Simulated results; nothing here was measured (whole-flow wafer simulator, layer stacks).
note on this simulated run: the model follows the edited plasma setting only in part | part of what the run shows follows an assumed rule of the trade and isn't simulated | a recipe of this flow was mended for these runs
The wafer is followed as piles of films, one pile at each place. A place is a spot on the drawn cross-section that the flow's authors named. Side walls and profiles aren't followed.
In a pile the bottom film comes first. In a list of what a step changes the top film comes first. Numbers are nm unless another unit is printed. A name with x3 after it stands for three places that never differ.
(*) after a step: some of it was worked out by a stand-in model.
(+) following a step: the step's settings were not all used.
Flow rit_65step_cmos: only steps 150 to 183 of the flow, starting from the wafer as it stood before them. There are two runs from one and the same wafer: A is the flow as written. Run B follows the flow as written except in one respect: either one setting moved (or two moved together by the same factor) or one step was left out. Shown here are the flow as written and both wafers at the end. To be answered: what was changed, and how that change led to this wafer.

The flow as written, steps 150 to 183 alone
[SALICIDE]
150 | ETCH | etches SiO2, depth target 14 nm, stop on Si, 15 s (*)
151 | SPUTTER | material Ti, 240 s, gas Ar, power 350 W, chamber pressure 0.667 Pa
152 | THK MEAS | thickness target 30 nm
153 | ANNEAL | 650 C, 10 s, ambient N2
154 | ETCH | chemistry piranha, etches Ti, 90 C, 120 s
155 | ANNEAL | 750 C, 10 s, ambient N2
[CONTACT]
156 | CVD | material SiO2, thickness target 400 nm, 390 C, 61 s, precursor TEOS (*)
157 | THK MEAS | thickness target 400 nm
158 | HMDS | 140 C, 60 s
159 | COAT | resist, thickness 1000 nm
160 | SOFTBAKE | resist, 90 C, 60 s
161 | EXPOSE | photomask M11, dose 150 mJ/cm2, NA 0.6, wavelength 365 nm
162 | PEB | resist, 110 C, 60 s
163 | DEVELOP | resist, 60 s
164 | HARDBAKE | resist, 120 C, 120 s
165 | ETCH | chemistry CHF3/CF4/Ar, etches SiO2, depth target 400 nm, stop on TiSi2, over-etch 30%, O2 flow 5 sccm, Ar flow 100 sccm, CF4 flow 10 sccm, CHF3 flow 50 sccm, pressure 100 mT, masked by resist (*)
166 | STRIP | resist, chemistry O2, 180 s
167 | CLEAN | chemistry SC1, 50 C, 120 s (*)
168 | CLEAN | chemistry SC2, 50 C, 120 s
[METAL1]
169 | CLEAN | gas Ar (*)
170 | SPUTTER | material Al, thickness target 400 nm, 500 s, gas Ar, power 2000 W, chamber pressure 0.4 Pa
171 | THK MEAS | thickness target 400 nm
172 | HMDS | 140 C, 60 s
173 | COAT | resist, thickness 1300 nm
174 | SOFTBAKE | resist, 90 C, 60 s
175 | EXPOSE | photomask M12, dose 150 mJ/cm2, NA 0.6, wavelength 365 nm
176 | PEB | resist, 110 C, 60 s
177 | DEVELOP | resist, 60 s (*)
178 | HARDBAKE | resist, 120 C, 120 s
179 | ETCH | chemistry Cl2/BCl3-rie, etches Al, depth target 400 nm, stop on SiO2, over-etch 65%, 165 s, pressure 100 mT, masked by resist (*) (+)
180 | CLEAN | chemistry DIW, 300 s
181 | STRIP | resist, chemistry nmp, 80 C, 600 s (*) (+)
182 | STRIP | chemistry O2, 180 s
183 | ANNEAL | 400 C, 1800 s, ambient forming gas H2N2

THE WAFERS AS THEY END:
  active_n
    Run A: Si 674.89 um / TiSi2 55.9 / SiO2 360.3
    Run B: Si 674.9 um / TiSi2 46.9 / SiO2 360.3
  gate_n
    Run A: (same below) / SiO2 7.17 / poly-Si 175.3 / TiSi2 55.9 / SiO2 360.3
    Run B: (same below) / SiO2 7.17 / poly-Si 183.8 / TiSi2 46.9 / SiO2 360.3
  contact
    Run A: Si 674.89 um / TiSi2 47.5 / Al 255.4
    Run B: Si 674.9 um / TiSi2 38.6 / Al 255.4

What caused this: step 151, SPUTTER: power 294 W was run, whereas the flow has power 350 W.

The path from the change to this, step by step:
  151 | SPUTTER | material Ti, 240 s, gas Ar, power 350 W, chamber pressure 0.667 Pa
      field, field_pw, field_nw and 11 more: A Ti gains 30 (new film) | B Ti gains 25.2 (new film)
  153 | ANNEAL | 650 C, 10 s, ambient N2
      active_n, active_p, sd_n, sd_p, contact, m1: A Ti loses 23.4, TiSi first gains 15 (new film), TiSi2 C49 gains 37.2 (new film), Si loses 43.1 | B Ti loses 19.7, TiSi first gains 5.02 (new film), TiSi2 C49 gains 42.5 (new film), Si loses 41.3
      gate_n, gate_p: A Ti loses 23.4, TiSi first gains 15 (new film), TiSi2 C49 gains 37.2 (new film), poly-Si loses 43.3 | B Ti loses 19.7, TiSi first gains 5.02 (new film), TiSi2 C49 gains 42.5 (new film), poly-Si loses 41.4
  154 | ETCH | chemistry piranha, etches Ti, 90 C, 120 s
      active_n, active_p, gate_n, gate_p, sd_n, sd_p, contact, m1: A Ti loses 6.6 (all of it), TiSi first loses 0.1 | B Ti loses 5.54 (all of it), TiSi first loses 0.1
      field, field_pw, field_nw, field_p, spacer, spacer_p: A Ti loses 30 (all of it) | B Ti loses 25.2 (all of it)
  155 | ANNEAL | 750 C, 10 s, ambient N2
      active_n, active_p, sd_n, sd_p, contact, m1: A TiSi2 gains 55.9 (new film), TiSi first loses 14.9 (all of it), TiSi2 C49 loses 37.2 (all of it), Si loses 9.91 | B TiSi2 gains 46.9 (new film), TiSi first loses 4.91 (all of it), TiSi2 C49 loses 42.5 (all of it), Si loses 3.26
      gate_n, gate_p: A TiSi2 gains 55.9 (new film), TiSi first loses 14.9 (all of it), TiSi2 C49 loses 37.2 (all of it), poly-Si loses 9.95 | B TiSi2 gains 46.9 (new film), TiSi first loses 4.91 (all of it), TiSi2 C49 loses 42.5 (all of it), poly-Si loses 3.28
